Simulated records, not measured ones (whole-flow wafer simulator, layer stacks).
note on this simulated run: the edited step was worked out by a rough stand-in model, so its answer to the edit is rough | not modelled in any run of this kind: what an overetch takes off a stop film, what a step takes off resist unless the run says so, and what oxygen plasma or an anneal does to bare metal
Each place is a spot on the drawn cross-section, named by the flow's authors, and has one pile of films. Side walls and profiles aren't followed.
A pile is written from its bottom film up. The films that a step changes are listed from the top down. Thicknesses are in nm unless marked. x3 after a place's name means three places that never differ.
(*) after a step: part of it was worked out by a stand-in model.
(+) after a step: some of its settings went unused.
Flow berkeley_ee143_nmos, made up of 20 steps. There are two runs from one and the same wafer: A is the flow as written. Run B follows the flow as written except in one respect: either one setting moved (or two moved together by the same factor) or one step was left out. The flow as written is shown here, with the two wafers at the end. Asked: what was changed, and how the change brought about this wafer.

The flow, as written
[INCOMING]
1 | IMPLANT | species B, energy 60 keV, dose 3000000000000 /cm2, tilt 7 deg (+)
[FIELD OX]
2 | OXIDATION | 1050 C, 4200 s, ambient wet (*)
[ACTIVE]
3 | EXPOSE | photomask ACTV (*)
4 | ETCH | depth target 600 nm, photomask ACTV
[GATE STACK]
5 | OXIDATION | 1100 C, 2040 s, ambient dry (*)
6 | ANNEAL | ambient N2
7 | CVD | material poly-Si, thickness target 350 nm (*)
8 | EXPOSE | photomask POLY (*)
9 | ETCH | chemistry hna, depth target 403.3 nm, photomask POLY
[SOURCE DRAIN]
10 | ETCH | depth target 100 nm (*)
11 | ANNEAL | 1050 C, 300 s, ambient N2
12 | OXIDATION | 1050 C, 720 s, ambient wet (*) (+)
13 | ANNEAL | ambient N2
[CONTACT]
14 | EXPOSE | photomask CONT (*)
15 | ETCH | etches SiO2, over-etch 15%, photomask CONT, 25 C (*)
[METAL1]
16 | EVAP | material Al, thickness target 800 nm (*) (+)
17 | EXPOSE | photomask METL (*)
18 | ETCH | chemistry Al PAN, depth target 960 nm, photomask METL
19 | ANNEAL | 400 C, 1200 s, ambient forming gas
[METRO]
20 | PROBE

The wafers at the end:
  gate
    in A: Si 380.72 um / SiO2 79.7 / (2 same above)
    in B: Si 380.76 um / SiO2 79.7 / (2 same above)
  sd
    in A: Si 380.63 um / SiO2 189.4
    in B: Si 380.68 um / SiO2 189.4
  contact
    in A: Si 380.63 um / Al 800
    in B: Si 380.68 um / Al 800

Cause: step 2, OXIDATION: 3066 s was run, whereas the flow has 4200 s.

Step by step, how the change led to this:
  2 | OXIDATION | 1050 C, 4200 s, ambient wet (*)
      gate, sd, contact, field: A +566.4 SiO2 (new film), -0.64 chemical SiO2 (all of it), -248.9 Si | B +468.7 SiO2 (new film), -0.64 chemical SiO2 (all of it), -205.9 Si
  4 | ETCH | depth target 600 nm, photomask ACTV
      gate, sd, contact: A -566.4 SiO2 (all of it) | B -468.7 SiO2 (all of it)
  5 | OXIDATION | 1100 C, 2040 s, ambient dry (*)
      field: A +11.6 SiO2, -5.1 Si | B +13.6 SiO2, -5.99 Si
  12 | OXIDATION | 1050 C, 720 s, ambient wet (*) (+)
      field: A +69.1 SiO2, -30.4 Si | B +80.1 SiO2, -35.2 Si
